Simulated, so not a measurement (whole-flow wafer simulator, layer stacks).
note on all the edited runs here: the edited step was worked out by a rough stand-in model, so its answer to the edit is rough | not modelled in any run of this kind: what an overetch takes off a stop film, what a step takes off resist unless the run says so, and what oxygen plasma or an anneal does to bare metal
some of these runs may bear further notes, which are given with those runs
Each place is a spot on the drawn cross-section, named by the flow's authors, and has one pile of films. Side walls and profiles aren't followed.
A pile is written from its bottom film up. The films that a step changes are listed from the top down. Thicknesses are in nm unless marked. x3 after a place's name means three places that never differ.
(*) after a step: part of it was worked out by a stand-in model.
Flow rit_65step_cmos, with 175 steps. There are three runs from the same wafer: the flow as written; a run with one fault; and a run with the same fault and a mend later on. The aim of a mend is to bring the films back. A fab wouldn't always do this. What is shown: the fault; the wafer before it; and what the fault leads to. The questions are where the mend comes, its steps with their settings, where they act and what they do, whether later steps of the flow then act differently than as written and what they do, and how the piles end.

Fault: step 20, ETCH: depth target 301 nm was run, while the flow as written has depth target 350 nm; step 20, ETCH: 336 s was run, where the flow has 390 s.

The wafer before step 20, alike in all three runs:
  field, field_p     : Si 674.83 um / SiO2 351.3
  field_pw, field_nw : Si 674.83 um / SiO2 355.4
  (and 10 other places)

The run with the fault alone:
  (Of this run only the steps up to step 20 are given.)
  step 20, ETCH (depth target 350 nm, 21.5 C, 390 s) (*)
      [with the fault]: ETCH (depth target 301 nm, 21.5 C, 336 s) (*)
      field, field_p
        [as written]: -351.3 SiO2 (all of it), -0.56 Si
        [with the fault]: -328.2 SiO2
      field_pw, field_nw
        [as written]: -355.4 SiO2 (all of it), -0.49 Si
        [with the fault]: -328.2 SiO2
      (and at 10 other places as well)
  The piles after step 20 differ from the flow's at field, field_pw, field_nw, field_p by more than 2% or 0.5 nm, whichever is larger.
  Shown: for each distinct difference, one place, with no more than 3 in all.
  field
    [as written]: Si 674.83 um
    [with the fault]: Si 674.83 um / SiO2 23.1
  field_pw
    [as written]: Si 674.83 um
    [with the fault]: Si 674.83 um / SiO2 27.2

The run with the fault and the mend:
  The mend stands after step 20.
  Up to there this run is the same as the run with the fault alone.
  step 20a, ETCH (depth target 49 nm, 21.5 C, 54 s) (the flow's step 20, run once more with other settings)
      field, field_p
        -23.1 SiO2 (all of it)
      field_pw, field_nw
        -27.2 SiO2 (all of it)
  Every later step of the flow that is run acts as written, at every place that is followed, to within 2% or 0.5 nm, whichever is larger.
  The piles end only slightly different from the flow's at the places that both follow, by no more than 2% or 0.5 nm, whichever is larger.
